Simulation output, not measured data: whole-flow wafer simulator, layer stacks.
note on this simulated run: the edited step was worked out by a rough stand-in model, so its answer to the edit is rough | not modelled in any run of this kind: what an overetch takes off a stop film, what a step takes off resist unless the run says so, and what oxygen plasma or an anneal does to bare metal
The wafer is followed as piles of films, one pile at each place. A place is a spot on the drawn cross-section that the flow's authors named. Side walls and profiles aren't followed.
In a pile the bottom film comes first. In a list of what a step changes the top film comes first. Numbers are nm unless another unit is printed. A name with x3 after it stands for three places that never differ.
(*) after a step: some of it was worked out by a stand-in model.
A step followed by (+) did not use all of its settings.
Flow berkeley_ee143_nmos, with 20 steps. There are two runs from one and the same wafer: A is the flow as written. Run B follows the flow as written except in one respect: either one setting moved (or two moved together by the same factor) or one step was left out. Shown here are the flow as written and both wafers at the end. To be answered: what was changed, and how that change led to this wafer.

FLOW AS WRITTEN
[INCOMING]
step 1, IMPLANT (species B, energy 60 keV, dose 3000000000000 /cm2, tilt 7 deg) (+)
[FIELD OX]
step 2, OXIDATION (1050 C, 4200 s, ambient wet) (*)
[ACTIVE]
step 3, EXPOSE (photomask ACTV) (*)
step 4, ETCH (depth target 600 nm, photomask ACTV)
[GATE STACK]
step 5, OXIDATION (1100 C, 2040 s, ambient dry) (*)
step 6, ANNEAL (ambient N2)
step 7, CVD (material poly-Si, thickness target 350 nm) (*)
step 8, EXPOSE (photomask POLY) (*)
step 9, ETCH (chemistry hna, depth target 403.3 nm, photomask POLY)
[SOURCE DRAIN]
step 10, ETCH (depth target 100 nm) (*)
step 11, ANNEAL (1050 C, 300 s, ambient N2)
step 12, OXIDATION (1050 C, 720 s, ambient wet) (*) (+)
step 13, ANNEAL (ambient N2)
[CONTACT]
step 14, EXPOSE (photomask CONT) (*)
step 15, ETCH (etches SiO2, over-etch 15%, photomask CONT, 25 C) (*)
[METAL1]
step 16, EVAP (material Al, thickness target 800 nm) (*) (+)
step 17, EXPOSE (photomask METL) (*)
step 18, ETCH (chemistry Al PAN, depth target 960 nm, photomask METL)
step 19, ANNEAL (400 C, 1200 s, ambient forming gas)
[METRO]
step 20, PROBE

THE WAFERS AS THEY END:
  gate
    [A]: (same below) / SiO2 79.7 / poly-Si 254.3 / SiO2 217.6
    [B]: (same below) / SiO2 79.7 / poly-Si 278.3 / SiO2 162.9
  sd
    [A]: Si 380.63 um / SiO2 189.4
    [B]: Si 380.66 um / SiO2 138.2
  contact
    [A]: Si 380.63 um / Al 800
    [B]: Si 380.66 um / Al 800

The reason: step 12, OXIDATION: 468 s was run, while the flow as written has 720 s.

Step by step, how the change led to this:
  step 12, OXIDATION (1050 C, 720 s, ambient wet) (*) (+)
      sd, contact: A +189.4 SiO2 (new film), -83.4 Si | B +138.2 SiO2 (new film), -60.8 Si
      gate: A +217.6 SiO2 (new film), -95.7 poly-Si | B +162.9 SiO2 (new film), -71.7 poly-Si
      (as well as at 1 more place)
  step 15, ETCH (etches SiO2, over-etch 15%, photomask CONT, 25 C) (*)
      contact: A -189.4 SiO2 (all of it) | B -138.2 SiO2 (all of it)
